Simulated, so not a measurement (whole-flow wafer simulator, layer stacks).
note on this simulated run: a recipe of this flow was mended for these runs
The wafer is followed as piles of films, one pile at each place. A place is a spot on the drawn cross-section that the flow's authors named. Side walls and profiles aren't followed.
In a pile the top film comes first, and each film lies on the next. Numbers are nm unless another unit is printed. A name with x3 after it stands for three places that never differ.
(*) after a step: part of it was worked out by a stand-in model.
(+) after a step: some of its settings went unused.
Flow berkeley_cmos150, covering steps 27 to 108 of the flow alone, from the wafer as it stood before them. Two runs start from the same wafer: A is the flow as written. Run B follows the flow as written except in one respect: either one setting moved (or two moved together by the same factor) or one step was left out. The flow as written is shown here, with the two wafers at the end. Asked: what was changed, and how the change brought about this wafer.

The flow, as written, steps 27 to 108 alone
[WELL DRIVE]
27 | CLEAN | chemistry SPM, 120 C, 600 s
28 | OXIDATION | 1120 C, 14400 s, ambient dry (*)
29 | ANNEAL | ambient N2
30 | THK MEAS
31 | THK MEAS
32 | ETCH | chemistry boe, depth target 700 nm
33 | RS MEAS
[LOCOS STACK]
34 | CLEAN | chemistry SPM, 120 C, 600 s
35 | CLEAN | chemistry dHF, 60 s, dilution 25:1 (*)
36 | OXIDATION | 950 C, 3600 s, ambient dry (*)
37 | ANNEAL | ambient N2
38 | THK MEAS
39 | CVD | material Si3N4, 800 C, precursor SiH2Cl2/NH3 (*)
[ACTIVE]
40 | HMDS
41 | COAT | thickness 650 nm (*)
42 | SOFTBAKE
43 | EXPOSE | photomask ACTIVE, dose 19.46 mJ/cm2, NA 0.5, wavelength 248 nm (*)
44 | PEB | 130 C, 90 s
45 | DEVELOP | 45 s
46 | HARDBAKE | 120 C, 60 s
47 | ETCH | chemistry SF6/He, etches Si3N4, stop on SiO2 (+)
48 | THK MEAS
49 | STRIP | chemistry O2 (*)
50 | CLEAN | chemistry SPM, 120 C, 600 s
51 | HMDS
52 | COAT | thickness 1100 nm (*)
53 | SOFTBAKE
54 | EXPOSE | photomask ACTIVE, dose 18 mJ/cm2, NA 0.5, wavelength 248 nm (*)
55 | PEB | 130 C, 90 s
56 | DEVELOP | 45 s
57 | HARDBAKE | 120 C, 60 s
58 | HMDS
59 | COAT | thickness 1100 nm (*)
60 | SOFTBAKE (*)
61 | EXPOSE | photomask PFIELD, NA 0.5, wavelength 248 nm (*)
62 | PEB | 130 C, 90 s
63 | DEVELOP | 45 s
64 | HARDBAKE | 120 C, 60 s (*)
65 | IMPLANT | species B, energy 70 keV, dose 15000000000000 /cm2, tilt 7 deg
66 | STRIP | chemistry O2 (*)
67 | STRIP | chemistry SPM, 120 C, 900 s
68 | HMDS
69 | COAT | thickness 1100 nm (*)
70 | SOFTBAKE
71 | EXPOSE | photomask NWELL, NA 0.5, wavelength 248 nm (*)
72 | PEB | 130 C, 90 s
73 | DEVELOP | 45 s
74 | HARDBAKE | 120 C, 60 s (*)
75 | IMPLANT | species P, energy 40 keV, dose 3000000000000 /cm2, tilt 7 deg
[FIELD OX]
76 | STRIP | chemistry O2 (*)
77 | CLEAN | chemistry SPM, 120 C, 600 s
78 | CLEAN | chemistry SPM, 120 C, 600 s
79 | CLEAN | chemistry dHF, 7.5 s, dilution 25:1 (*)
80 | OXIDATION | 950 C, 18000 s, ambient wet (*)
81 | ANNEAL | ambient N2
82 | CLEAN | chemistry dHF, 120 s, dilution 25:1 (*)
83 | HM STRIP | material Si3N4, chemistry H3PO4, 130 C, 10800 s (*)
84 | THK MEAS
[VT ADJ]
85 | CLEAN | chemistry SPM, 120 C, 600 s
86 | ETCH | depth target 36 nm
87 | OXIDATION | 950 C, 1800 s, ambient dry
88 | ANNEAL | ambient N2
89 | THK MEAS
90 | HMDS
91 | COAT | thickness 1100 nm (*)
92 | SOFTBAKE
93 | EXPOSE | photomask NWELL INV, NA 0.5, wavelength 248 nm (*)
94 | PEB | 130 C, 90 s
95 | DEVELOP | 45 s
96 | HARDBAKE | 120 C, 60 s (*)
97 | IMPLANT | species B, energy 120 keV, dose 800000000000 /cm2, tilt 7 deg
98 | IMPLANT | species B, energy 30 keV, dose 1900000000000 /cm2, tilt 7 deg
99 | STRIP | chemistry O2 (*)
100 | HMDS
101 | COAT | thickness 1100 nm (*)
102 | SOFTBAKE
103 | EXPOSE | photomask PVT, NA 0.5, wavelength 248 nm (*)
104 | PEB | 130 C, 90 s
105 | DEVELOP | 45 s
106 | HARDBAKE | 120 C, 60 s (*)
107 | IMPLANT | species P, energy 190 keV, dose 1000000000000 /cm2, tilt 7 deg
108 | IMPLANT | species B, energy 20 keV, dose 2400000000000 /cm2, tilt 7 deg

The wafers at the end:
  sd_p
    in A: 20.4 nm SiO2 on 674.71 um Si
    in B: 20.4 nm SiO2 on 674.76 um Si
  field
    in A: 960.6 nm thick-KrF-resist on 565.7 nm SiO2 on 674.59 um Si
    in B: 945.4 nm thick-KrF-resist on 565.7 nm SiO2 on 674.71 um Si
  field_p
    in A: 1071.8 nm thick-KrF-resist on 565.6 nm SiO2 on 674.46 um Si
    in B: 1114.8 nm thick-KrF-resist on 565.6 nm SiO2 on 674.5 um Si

What caused this: step 28, OXIDATION: 1120 C, 14400 s, ambient dry (*), was omitted.

How this came from the change, step by step:
  32 | ETCH | chemistry boe, depth target 700 nm
      field, sd_n, gate_n, contact, m1: A -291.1 SiO2 (all of it) | B -29.6 SiO2 (all of it)
      field_p, sd_p, gate_p: A -555.5 SiO2 (all of it) | B -451.9 SiO2 (all of it)
  41 | COAT | thickness 650 nm (*)
      field_p: A +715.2 KrF-resist (new film) | B +749.2 KrF-resist (new film)
      sd_p: A +694.3 KrF-resist (new film) | B +716.4 KrF-resist (new film)
      (as well as at 1 more place)
  45 | DEVELOP | 45 s
      field_p: A -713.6 KrF-resist (all of it) | B -747.5 KrF-resist (all of it)
  46 | HARDBAKE | 120 C, 60 s
      sd_p: A -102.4 KrF-resist | B -105.6 KrF-resist
      gate_p: A -101.7 KrF-resist | B -104.6 KrF-resist
  49 | STRIP | chemistry O2 (*)
      sd_p: A -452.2 KrF-resist (all of it) | B -470.9 KrF-resist (all of it)
      gate_p: A -448.5 KrF-resist (all of it) | B -465.3 KrF-resist (all of it)
  52 | COAT | thickness 1100 nm (*)
      field_p: A +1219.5 thick-KrF-resist (new film) | B +1262.6 thick-KrF-resist (new film)
      sd_p: A +1111.6 thick-KrF-resist (new film) | B +1146.3 thick-KrF-resist (new film)
      (as well as at 1 more place)
  56 | DEVELOP | 45 s
      field_p: A -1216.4 thick-KrF-resist (all of it) | B -1259.5 thick-KrF-resist (all of it)
  57 | HARDBAKE | 120 C, 60 s
      sd_p: A -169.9 thick-KrF-resist | B -175.2 thick-KrF-resist
      gate_p: A -170.5 thick-KrF-resist | B -175.6 thick-KrF-resist
  59 | COAT | thickness 1100 nm (*)
      field_p: A +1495 thick-KrF-resist (new film) | B +1543.4 thick-KrF-resist (new film)
      gate_p: A +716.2 thick-KrF-resist | B +730.9 thick-KrF-resist
  66 | STRIP | chemistry O2 (*)
      field_p: A -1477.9 thick-KrF-resist (all of it) | B -1526 thick-KrF-resist (all of it)
      sd_p: A -1563.6 thick-KrF-resist (all of it) | B -1605.6 thick-KrF-resist (all of it)
      (as well as at 1 more place)
  69 | COAT | thickness 1100 nm (*)
      field_p: A +1219.5 thick-KrF-resist (new film) | B +1262.6 thick-KrF-resist (new film)
      sd_p: A +1111.6 thick-KrF-resist (new film) | B +1146.3 thick-KrF-resist (new film)
      (as well as at 1 more place)
  73 | DEVELOP | 45 s
      field_p: A -1216.4 thick-KrF-resist (all of it) | B -1259.5 thick-KrF-resist (all of it)
      sd_p: A -1108.9 thick-KrF-resist (all of it) | B -1143.5 thick-KrF-resist (all of it)
      (as well as at 1 more place)
  91 | COAT | thickness 1100 nm (*)
      field_p: A +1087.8 thick-KrF-resist (new film) | B +1130.9 thick-KrF-resist (new film)
      sd_p: A +1317.3 thick-KrF-resist (new film) | B +1352.5 thick-KrF-resist (new film)
      (as well as at 1 more place)
  99 | STRIP | chemistry O2 (*)
      field_p: A -1071.8 thick-KrF-resist (all of it) | B -1114.8 thick-KrF-resist (all of it)
      sd_p: A -1300.7 thick-KrF-resist (all of it) | B -1335.8 thick-KrF-resist (all of it)
      (as well as at 1 more place)
  101 | COAT | thickness 1100 nm (*)
      field_p: A +1087.8 thick-KrF-resist (new film) | B +1130.9 thick-KrF-resist (new film)
      sd_p: A +1317.3 thick-KrF-resist (new film) | B +1352.5 thick-KrF-resist (new film)
      (as well as at 1 more place)
  105 | DEVELOP | 45 s
      sd_p: A -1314 thick-KrF-resist (all of it) | B -1349.1 thick-KrF-resist (all of it)
      gate_p: A -1288.3 thick-KrF-resist (all of it) | B -1321.5 thick-KrF-resist (all of it)
